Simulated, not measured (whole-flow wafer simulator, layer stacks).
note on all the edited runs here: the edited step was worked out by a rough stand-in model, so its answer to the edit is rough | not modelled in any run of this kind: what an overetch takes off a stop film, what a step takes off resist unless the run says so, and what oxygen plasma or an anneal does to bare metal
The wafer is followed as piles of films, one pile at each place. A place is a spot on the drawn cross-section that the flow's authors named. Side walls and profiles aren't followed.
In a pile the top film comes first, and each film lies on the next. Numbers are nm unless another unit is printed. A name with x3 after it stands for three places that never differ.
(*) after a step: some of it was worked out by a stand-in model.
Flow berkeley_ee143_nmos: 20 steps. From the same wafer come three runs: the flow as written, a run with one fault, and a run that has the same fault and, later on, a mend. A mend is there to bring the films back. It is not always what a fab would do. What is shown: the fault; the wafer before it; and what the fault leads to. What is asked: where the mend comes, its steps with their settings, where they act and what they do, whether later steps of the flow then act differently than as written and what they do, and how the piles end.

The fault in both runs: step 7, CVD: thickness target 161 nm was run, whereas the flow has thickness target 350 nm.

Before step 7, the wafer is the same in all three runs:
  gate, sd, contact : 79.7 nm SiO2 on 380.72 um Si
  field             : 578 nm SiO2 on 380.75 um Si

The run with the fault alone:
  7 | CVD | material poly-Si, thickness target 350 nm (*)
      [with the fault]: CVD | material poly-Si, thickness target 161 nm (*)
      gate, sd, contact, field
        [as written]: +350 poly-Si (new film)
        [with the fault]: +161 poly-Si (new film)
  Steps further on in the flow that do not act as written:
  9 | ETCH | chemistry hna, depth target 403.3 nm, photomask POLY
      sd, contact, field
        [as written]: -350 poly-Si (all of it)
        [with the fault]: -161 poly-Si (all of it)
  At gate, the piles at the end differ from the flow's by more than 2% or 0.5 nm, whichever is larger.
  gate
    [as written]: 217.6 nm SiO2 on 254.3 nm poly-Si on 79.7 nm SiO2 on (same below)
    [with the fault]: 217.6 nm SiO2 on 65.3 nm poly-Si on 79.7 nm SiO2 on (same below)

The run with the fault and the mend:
  The mend stands after step 7.
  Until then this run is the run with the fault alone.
  7a | CVD | material poly-Si, thickness target 189 nm (*) (the flow's step 7, run once more with other settings)
      gate, sd, contact, field
        +189 poly-Si
  Later steps of the flow that are run all act as written at every place that is followed.
  By the end, the piles equal the flow's at every place that both follow.
